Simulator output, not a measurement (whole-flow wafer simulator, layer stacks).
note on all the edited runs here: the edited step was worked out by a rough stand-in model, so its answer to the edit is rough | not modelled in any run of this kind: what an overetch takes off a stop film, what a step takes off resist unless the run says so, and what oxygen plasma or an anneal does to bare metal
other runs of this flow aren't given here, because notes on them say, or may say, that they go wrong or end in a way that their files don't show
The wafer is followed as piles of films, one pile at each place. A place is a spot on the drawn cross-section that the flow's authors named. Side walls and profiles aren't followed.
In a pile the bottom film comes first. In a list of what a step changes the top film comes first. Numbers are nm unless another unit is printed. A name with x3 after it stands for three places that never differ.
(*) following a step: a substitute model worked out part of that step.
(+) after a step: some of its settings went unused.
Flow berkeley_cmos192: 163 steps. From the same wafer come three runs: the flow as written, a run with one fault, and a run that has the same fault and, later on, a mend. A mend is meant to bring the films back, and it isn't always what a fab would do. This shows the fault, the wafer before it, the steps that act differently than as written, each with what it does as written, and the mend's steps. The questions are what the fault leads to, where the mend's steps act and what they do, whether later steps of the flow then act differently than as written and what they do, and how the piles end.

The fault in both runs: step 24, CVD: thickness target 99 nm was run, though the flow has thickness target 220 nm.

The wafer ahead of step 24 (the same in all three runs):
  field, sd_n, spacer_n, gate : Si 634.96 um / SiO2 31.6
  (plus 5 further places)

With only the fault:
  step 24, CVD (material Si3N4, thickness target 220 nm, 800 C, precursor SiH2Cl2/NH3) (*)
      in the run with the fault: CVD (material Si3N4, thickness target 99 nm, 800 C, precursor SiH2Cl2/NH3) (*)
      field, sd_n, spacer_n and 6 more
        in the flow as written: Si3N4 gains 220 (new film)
        in the run with the fault: Si3N4 gains 99 (new film)
  Steps further on in the flow that do not act as written:
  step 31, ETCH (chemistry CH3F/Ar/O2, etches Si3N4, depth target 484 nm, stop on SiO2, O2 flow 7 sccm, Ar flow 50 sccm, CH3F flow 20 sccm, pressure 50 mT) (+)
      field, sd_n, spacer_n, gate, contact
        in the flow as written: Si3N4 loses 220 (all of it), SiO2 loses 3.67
        in the run with the fault: Si3N4 loses 99 (all of it), SiO2 loses 3.67
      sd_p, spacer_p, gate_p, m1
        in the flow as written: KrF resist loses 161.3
        in the run with the fault: KrF resist loses 80.7
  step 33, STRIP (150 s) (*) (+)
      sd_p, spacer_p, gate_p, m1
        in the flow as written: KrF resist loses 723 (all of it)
        in the run with the fault: KrF resist loses 803.7 (all of it)
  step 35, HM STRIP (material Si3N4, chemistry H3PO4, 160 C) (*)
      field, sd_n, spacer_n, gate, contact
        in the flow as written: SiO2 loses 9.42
        in the run with the fault: SiO2 loses 4.51
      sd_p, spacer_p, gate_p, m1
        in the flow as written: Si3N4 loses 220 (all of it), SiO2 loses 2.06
        in the run with the fault: Si3N4 loses 99 (all of it), SiO2 loses 0.93
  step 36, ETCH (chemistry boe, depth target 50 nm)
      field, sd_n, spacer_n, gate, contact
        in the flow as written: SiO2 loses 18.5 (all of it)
        in the run with the fault: SiO2 loses 23.5 (all of it)
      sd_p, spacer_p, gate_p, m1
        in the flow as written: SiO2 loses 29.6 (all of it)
        in the run with the fault: SiO2 loses 30.7 (all of it)
  By the end, the piles equal the flow's at every place that both follow.

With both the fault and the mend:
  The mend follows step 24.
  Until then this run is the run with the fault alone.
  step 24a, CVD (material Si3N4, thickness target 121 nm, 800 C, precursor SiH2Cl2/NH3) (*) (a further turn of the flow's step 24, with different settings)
      field, sd_n, spacer_n and 6 more
        Si3N4 gains 121
  None of the later steps of the flow acts differently than as written at any place that is followed.
  By the end, the piles equal the flow's at every place that both follow.
